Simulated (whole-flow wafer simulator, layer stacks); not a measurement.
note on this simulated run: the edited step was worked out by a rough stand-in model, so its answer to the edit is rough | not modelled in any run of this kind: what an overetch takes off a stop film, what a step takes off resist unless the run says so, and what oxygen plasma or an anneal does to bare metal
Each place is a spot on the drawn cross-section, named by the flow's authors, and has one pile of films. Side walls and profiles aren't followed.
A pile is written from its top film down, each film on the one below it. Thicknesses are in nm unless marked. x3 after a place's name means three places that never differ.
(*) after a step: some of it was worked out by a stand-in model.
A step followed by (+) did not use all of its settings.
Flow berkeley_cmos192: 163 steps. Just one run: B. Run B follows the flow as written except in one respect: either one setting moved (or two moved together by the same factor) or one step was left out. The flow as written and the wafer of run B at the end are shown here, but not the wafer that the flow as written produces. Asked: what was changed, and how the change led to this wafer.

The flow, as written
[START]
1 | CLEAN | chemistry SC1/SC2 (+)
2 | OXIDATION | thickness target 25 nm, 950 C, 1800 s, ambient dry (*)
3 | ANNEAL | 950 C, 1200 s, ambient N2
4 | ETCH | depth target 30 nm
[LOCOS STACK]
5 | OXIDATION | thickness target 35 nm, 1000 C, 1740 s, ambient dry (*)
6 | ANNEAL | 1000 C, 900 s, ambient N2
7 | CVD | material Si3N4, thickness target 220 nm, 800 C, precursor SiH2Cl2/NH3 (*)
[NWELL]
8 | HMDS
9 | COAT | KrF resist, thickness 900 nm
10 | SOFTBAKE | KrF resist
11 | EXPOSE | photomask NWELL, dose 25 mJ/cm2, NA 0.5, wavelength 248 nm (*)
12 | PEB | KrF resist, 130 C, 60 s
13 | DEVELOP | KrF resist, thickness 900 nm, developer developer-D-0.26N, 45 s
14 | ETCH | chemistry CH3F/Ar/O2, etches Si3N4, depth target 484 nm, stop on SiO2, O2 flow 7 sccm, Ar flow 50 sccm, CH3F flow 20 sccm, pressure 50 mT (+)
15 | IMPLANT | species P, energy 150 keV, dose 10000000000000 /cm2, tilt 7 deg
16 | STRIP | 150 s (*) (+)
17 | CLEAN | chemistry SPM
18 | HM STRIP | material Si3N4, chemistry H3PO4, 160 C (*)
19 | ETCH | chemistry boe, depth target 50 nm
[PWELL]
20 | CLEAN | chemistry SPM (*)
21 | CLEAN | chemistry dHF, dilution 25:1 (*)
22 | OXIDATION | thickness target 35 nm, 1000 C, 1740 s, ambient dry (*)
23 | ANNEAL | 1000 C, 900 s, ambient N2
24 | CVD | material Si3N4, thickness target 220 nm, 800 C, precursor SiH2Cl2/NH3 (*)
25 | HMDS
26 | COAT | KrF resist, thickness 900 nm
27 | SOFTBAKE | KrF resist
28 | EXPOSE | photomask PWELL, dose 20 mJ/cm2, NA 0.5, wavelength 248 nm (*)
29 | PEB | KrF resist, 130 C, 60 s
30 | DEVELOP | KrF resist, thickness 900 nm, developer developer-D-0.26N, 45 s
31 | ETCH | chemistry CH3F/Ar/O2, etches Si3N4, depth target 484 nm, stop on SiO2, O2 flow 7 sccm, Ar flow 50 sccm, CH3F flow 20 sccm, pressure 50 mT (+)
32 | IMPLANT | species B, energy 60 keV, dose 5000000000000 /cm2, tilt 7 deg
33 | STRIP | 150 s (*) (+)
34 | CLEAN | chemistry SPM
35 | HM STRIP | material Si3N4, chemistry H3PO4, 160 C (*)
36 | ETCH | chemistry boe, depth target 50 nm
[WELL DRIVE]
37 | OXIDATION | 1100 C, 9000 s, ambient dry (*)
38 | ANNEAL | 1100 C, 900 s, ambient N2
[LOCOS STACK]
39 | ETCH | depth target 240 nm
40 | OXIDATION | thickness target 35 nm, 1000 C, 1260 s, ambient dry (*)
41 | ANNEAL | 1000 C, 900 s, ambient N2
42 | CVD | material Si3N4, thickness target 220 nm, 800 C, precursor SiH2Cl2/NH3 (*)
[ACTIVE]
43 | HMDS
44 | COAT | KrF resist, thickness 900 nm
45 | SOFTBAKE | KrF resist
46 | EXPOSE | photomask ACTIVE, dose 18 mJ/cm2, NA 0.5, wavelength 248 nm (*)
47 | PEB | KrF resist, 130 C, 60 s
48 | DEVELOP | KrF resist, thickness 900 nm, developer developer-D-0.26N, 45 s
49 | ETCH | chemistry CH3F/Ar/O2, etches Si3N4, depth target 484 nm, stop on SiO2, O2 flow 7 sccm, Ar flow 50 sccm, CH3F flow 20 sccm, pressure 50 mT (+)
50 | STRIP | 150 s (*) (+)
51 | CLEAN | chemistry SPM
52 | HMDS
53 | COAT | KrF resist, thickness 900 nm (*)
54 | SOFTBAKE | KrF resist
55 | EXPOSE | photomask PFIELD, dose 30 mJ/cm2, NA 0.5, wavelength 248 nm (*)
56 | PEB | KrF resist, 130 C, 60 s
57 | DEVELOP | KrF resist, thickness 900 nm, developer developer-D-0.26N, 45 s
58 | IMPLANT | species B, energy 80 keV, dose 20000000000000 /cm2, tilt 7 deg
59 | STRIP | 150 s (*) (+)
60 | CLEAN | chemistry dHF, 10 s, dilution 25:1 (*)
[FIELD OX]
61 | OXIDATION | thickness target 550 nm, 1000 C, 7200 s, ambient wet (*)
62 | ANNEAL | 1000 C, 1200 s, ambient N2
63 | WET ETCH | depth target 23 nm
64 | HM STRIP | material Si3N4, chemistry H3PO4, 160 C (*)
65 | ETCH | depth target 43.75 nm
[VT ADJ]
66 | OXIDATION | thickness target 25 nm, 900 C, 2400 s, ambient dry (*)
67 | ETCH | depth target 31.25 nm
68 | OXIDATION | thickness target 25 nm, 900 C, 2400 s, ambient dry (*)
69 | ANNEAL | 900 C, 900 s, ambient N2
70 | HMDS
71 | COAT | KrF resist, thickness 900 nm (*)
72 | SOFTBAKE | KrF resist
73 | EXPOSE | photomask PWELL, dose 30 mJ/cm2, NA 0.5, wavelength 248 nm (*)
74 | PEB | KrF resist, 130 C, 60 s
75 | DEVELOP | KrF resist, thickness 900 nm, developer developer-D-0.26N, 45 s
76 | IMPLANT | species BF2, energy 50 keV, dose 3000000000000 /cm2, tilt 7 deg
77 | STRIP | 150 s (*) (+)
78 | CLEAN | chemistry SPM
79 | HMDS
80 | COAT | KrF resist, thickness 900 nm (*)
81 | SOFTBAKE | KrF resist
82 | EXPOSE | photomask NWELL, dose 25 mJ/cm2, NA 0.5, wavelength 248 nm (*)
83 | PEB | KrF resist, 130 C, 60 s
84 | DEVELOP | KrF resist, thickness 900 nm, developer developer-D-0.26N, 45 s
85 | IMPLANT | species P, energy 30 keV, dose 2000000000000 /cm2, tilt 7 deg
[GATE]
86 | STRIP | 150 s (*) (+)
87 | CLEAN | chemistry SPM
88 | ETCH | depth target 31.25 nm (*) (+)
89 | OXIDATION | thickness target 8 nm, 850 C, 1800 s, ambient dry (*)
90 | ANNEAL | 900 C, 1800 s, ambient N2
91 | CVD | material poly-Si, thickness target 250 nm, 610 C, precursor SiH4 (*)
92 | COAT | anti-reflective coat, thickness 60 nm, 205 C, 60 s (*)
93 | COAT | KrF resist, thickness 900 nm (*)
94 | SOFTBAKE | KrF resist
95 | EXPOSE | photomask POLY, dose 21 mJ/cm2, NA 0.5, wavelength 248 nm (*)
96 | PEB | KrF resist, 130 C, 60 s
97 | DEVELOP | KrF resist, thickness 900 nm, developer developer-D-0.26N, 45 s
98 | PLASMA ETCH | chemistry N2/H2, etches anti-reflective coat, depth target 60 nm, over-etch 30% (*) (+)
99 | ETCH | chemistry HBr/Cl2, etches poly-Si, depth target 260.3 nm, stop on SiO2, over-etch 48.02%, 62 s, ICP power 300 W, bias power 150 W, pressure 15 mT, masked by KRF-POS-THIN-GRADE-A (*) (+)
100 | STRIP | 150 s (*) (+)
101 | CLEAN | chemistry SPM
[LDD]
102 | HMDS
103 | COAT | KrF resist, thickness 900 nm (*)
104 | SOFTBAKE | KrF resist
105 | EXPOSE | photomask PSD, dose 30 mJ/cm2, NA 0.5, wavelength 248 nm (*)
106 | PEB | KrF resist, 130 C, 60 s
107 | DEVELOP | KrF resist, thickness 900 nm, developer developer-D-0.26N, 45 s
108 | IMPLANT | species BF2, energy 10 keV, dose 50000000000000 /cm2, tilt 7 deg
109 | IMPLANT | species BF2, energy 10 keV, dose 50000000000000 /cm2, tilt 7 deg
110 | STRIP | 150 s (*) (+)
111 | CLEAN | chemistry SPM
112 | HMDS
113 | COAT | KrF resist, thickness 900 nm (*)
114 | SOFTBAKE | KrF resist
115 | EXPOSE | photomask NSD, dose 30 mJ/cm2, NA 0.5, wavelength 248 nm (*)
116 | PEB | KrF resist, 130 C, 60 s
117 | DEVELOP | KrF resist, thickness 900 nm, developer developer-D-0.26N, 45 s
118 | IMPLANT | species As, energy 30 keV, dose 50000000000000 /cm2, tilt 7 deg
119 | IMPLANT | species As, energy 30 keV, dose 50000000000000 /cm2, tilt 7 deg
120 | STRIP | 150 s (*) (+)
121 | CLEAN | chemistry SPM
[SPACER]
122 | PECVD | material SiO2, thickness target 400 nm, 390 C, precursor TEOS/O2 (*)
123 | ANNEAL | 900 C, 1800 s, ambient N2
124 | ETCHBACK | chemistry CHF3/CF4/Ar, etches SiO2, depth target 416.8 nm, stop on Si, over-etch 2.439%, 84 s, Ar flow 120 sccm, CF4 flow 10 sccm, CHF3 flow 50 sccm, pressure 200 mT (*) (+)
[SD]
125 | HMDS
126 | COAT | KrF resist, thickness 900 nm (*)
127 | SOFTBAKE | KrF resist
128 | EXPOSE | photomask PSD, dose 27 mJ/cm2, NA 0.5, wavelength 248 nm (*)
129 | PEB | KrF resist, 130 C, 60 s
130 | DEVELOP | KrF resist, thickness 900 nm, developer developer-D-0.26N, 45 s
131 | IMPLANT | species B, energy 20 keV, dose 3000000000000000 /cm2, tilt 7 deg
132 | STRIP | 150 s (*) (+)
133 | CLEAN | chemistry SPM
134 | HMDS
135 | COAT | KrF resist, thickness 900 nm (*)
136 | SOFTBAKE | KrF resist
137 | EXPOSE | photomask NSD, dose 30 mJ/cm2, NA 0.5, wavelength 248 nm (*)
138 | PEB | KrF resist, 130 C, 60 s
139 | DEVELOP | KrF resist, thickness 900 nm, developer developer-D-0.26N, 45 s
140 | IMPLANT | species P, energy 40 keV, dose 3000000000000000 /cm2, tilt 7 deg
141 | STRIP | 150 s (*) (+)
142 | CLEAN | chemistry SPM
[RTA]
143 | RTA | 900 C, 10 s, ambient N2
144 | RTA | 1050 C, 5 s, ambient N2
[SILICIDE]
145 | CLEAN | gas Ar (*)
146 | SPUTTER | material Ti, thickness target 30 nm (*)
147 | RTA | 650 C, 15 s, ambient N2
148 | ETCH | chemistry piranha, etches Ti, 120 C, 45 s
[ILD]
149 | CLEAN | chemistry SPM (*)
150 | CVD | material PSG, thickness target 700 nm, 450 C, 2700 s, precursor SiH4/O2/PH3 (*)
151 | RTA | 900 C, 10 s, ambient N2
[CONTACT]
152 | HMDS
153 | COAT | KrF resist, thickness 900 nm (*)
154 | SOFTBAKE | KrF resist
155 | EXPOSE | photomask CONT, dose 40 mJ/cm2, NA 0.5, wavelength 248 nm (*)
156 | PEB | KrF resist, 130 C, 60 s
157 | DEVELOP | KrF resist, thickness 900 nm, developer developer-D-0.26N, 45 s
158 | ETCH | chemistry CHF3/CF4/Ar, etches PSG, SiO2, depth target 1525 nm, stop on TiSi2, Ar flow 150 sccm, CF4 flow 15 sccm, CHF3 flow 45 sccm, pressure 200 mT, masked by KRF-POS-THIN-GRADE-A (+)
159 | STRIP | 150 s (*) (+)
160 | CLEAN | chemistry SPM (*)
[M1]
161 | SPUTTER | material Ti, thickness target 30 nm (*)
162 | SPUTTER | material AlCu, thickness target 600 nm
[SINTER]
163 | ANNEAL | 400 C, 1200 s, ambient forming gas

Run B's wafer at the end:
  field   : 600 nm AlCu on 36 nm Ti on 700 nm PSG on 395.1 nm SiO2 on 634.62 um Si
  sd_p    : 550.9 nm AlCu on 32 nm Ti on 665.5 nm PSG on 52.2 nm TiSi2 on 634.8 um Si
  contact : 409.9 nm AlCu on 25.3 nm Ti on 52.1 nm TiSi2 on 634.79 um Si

The reason: step 161, SPUTTER: thickness target 36 nm was run, while the flow as written has thickness target 30 nm.
One can read it off the wafer: field has Ti 36, and step 161 as written asks for 30 nm.

How this came from the change, step by step:
  161 | SPUTTER | material Ti, thickness target 30 nm (*)
      field, sd_n, spacer_n, gate, spacer_p, gate_p, m1: Ti gains 36 (new film) (in the flow as written it would be: Ti gains 30 (new film))
      sd_p: Ti gains 32 (new film) (in the flow as written it would be: Ti gains 26.6 (new film))
      (also at 1 further place)
